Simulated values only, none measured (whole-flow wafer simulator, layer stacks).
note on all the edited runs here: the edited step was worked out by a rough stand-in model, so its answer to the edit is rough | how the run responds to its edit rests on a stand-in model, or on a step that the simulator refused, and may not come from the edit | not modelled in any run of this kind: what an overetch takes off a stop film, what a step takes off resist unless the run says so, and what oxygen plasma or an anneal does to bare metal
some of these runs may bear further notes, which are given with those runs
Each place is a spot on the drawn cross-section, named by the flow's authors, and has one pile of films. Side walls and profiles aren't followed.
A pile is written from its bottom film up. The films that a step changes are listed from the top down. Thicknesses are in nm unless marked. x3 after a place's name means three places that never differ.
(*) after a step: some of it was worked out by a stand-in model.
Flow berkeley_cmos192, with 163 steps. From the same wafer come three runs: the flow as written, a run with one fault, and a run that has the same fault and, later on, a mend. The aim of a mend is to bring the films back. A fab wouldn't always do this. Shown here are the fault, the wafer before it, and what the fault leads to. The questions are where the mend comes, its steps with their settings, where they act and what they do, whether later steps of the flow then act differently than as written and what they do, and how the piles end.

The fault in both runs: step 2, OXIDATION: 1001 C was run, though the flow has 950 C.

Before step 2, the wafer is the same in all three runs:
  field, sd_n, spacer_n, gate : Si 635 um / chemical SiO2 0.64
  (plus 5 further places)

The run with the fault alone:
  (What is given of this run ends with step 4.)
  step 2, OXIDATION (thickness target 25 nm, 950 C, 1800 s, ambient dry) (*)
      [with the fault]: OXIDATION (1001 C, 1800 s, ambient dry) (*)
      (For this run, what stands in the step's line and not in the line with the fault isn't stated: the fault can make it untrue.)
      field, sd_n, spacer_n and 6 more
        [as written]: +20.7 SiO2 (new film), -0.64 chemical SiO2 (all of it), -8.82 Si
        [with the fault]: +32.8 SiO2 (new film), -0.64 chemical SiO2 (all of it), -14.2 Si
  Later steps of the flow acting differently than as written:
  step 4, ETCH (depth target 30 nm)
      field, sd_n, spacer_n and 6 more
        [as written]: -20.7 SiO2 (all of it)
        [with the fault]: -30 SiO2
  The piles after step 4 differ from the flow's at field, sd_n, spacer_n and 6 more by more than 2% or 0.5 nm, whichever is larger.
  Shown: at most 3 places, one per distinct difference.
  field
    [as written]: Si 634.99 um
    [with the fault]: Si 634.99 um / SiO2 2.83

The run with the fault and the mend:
  The mend follows step 3.
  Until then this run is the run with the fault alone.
  step 4, ETCH (depth target 42 nm) (the flow's step 4, where the flow has depth target 30 nm)
      field, sd_n, spacer_n and 6 more
        -32.8 SiO2 (all of it)
  None of the later steps of the flow acts differently than as written at any place that is followed.
  The piles end only slightly different from the flow's at the places that both follow, by no more than 2% or 0.5 nm, whichever is larger.
